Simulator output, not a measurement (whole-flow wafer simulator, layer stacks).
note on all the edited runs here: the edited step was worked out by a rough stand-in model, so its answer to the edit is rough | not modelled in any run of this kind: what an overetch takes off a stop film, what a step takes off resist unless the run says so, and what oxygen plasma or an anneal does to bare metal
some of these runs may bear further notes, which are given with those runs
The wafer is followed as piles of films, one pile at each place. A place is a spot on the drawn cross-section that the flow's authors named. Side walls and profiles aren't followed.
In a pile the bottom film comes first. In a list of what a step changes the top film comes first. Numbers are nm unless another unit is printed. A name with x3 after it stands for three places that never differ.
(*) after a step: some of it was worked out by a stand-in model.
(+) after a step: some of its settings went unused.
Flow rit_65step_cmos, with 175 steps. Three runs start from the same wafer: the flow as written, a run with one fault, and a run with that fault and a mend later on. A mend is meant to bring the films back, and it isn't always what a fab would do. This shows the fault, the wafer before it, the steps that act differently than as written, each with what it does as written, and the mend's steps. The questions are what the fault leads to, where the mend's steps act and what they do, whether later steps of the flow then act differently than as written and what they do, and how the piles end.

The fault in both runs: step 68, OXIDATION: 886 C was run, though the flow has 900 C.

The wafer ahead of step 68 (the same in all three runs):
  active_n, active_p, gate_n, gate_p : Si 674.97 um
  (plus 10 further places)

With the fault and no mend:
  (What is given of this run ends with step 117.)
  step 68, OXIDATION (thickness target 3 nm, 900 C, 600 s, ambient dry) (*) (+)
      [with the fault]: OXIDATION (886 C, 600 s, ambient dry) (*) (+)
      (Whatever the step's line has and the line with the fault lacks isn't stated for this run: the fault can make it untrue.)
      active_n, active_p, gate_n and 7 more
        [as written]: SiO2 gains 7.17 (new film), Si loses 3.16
        [with the fault]: SiO2 gains 3 (new film), Si loses 1.32
  Steps later in the flow that act otherwise than as written (14 more steps, not shown, differ only slightly: by at most 2% or 0.5 nm, whichever is larger):
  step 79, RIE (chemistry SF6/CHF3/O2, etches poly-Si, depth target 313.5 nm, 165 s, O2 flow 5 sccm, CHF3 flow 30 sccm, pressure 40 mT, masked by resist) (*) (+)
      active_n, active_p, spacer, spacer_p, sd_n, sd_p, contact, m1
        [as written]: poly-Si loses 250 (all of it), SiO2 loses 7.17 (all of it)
        [with the fault]: poly-Si loses 250 (all of it), SiO2 loses 3 (all of it)
  After step 117, at gate_n, gate_p, the piles differ from the flow's by more than 2% or 0.5 nm, whichever is larger.
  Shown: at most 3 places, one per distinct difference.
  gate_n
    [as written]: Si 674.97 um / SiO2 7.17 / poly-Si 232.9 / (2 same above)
    [with the fault]: Si 674.97 um / SiO2 3 / poly-Si 232.9 / (2 same above)

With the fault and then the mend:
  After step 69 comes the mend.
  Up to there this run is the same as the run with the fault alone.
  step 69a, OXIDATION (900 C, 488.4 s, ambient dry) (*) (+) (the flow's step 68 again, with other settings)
      active_n, active_p, gate_n and 7 more
        SiO2 gains 4, Si loses 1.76
  Every later step of the flow that is run acts as written, at every place that is followed, to within 2% or 0.5 nm, whichever is larger.
  When the end is reached, the piles differ only a little from the flow's at the places that both follow, at most by 2% or 0.5 nm, whichever is larger.
